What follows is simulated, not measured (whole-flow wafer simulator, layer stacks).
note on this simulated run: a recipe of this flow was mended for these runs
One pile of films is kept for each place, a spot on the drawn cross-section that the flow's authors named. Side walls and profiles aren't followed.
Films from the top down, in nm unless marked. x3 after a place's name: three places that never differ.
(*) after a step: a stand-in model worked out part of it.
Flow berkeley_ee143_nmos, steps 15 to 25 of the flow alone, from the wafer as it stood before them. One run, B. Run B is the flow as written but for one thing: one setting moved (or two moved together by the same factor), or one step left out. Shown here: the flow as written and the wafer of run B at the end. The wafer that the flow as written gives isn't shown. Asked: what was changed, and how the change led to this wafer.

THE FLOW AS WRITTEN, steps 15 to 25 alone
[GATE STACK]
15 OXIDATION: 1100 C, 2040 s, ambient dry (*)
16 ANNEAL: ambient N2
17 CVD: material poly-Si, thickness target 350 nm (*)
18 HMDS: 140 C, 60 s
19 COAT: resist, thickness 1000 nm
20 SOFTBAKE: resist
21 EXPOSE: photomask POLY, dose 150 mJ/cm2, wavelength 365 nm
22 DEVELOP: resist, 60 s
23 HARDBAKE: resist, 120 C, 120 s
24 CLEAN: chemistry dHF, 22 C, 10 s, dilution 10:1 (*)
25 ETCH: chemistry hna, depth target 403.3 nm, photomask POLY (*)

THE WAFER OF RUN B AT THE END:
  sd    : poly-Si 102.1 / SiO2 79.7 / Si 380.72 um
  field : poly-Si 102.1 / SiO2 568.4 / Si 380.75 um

The cause: step 25, ETCH: depth target 247.9 nm was run, where the flow has depth target 403.3 nm.

How the change led to this, step by step:
  25 ETCH: chemistry hna, depth target 403.3 nm, photomask POLY (*)
      sd, contact, field: poly-Si -247.9 (as written it would be: poly-Si -350 (all of it), SiO2 -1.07)
